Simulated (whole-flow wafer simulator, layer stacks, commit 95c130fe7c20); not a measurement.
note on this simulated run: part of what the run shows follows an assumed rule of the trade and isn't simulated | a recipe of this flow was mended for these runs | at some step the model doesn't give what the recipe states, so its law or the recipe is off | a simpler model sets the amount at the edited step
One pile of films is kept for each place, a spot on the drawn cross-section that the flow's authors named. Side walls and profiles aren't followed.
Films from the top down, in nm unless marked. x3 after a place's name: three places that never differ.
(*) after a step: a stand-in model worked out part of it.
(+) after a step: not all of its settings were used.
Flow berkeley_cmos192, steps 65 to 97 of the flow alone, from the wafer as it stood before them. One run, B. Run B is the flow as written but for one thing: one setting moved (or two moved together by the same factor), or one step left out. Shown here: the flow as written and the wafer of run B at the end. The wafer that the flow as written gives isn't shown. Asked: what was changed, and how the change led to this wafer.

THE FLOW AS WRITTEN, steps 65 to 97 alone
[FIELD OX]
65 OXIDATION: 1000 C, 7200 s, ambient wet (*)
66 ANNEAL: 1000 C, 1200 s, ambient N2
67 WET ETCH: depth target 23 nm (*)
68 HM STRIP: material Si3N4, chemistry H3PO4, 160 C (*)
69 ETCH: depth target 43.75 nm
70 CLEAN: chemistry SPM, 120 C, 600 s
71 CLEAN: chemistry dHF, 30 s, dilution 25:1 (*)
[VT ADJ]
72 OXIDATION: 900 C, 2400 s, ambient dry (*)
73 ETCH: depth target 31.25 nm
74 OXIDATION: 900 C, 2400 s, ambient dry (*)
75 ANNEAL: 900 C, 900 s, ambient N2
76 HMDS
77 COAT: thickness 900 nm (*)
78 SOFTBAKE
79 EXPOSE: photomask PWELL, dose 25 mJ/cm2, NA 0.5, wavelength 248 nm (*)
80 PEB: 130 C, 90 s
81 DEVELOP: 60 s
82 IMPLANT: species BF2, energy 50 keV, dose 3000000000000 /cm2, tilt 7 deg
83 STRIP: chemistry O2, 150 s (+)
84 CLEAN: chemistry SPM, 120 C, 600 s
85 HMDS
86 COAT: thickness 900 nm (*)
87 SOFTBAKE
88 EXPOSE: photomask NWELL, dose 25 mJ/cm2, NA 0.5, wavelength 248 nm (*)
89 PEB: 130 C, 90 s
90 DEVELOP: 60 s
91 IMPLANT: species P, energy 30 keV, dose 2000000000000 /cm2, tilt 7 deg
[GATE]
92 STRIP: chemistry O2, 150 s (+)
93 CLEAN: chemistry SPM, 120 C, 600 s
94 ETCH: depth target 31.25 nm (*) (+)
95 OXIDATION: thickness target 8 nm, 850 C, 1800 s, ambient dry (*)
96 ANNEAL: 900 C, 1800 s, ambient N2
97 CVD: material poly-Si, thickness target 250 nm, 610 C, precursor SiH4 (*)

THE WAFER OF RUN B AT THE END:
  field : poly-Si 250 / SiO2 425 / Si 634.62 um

The cause: step 68, HM STRIP: 149 C was run, where the flow has 160 C.

How the change led to this, step by step:
  68 HM STRIP: material Si3N4, chemistry H3PO4, 160 C (*)
      sd_n, spacer_n, gate, sd_p, spacer_p, gate_p, contact, m1: Si3N4 -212 (all of it), SiO2 -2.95 (as written it would be: Si3N4 -212 (all of it), SiO2 -9.87)
      field: SiO2 -7.15 (as written it would be: SiO2 -16.5)
  69 ETCH: depth target 43.75 nm
      spacer_n, spacer_p, gate_p, contact, m1: SiO2 -23.6 (all of it) (as written it would be: SiO2 -16.7 (all of it))
      sd_n, sd_p: SiO2 -23.7 (all of it) (as written it would be: SiO2 -16.8 (all of it))
      (and at 1 more place)
